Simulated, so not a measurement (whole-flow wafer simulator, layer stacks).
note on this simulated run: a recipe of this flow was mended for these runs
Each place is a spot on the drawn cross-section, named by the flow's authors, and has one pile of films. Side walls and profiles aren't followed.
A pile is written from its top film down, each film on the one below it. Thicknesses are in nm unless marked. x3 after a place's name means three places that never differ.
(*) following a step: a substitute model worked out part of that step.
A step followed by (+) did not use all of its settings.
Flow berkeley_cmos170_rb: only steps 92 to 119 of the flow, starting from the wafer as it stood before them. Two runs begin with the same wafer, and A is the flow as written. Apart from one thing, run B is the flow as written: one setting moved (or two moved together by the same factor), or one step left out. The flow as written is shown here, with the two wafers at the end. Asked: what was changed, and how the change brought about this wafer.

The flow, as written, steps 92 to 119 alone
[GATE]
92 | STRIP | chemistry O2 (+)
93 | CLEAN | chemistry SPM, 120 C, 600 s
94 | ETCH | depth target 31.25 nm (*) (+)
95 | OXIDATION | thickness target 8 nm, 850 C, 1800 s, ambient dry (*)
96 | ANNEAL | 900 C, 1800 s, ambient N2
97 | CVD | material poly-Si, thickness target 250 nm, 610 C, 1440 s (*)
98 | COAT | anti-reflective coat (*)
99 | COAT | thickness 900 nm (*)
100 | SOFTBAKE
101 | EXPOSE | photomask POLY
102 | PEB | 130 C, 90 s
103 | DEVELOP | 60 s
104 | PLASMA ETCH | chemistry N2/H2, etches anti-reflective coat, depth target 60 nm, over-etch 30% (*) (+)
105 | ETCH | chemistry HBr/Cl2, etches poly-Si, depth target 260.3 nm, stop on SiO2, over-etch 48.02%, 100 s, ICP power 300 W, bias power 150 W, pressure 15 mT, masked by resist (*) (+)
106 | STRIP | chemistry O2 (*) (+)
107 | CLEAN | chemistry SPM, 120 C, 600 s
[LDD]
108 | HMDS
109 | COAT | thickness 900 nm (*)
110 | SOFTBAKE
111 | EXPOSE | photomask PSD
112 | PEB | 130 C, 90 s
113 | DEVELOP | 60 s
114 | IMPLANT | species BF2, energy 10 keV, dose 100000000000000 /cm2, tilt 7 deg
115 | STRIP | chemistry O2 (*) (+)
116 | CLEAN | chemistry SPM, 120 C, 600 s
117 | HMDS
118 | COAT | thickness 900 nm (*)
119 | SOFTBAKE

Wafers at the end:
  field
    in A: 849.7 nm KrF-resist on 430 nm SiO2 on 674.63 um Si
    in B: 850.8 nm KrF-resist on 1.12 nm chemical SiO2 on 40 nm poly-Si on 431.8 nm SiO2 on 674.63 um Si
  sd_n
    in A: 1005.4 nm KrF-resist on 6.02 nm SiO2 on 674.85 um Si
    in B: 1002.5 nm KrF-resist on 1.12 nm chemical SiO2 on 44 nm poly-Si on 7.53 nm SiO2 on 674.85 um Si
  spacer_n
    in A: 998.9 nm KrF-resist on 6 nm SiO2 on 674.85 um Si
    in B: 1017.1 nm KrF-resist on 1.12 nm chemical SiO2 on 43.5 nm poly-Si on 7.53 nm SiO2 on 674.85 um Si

Cause: step 97, CVD: thickness target 431 nm was run, though the flow has thickness target 250 nm; step 97, CVD: 2484 s was run, where the flow has 1440 s.

The path from the change to this, step by step:
  97 | CVD | material poly-Si, thickness target 250 nm, 610 C, 1440 s (*)
      field, sd_n, spacer_n and 6 more: A poly-Si gains 250 (new film) | B poly-Si gains 431 (new film)
  98 | COAT | anti-reflective coat (*)
      sd_n: A anti-reflective coat gains 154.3 (new film) | B anti-reflective coat gains 161.9 (new film)
      contact: A anti-reflective coat gains 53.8 (new film) | B anti-reflective coat gains 57.6 (new film)
  104 | PLASMA ETCH | chemistry N2/H2, etches anti-reflective coat, depth target 60 nm, over-etch 30% (*) (+)
      gate, gate_p: A KrF-resist loses 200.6 | B KrF-resist loses 210.5
      sd_n: A anti-reflective coat loses 154.3 (all of it), poly-Si loses 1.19 | B anti-reflective coat loses 161.9 (all of it), poly-Si loses 1.25
      (also at 1 further place)
  105 | ETCH | chemistry HBr/Cl2, etches poly-Si, depth target 260.3 nm, stop on SiO2, over-etch 48.02%, 100 s, ICP power 300 W, bias power 150 W, pressure 15 mT, masked by resist (*) (+)
      spacer_n, spacer_p: A poly-Si loses 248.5 (all of it), SiO2 loses 1.53 | B poly-Si loses 385.3
      field: A poly-Si loses 245 (all of it), SiO2 loses 1.8 | B poly-Si loses 385.3
      (also at 4 further places)
  106 | STRIP | chemistry O2 (*) (+)
      field, sd_n, spacer_n, sd_p, spacer_p, contact, m1: A nothing | B chemical SiO2 gains 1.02 (new film), poly-Si loses 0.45
  109 | COAT | thickness 900 nm (*)
      gate: A KrF-resist gains 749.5 (new film) | B KrF-resist gains 633.6 (new film)
      gate_p: A KrF-resist gains 745.7 (new film) | B KrF-resist gains 629.3 (new film)
  113 | DEVELOP | 60 s
      gate_p: A KrF-resist loses 744.1 (all of it) | B KrF-resist loses 628 (all of it)
  115 | STRIP | chemistry O2 (*) (+)
      gate: A KrF-resist loses 733 (all of it), chemical SiO2 gains 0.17 | B KrF-resist loses 617.3 (all of it), chemical SiO2 gains 0.17
  118 | COAT | thickness 900 nm (*)
      gate: A KrF-resist gains 748.7 (new film) | B KrF-resist gains 633.6 (new film)
      gate_p: A KrF-resist gains 744.7 (new film) | B KrF-resist gains 629.2 (new film)
